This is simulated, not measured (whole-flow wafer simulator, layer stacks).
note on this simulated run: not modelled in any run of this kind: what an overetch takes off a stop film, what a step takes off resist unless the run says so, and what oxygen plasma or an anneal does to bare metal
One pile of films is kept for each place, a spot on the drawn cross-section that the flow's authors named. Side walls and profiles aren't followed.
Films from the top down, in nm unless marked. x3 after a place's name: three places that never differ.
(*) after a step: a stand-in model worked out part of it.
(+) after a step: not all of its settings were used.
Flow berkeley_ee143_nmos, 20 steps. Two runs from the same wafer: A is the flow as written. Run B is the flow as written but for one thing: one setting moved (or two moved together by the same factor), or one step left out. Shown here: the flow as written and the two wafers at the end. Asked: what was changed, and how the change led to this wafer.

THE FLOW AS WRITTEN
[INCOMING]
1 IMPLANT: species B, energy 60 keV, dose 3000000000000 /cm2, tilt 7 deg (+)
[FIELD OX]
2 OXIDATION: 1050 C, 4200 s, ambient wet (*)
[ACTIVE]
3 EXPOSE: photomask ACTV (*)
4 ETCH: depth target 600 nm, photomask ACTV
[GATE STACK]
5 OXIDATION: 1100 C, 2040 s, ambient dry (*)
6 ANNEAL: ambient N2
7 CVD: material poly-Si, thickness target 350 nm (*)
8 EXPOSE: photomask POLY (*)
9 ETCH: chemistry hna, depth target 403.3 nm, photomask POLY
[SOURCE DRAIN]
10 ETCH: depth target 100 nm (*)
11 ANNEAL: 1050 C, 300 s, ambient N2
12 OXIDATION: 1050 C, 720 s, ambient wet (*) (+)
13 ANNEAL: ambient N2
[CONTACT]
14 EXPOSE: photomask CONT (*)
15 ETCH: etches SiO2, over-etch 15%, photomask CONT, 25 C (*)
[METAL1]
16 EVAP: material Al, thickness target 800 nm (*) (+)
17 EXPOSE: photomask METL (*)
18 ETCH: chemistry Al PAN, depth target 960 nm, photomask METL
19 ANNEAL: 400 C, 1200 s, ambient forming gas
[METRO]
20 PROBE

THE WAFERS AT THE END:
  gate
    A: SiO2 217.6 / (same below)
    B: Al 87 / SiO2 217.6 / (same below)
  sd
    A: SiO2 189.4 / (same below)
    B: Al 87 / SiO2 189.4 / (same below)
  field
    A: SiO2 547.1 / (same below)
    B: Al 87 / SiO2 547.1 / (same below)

The cause: step 18, ETCH: depth target 713 nm was run, where the flow has depth target 960 nm.

How the change led to this, step by step:
  18 ETCH: chemistry Al PAN, depth target 960 nm, photomask METL
      gate, sd, field: A Al -800 (all of it) | B Al -713
Counting metal films that touch as one body, gate has 1 body; the flow as written gives 0 bodies.
Counting metal films that touch as one body, sd has 1 body; the flow as written gives 0 bodies.
Counting metal films that touch as one body, field has 1 body; the flow as written gives 0 bodies.
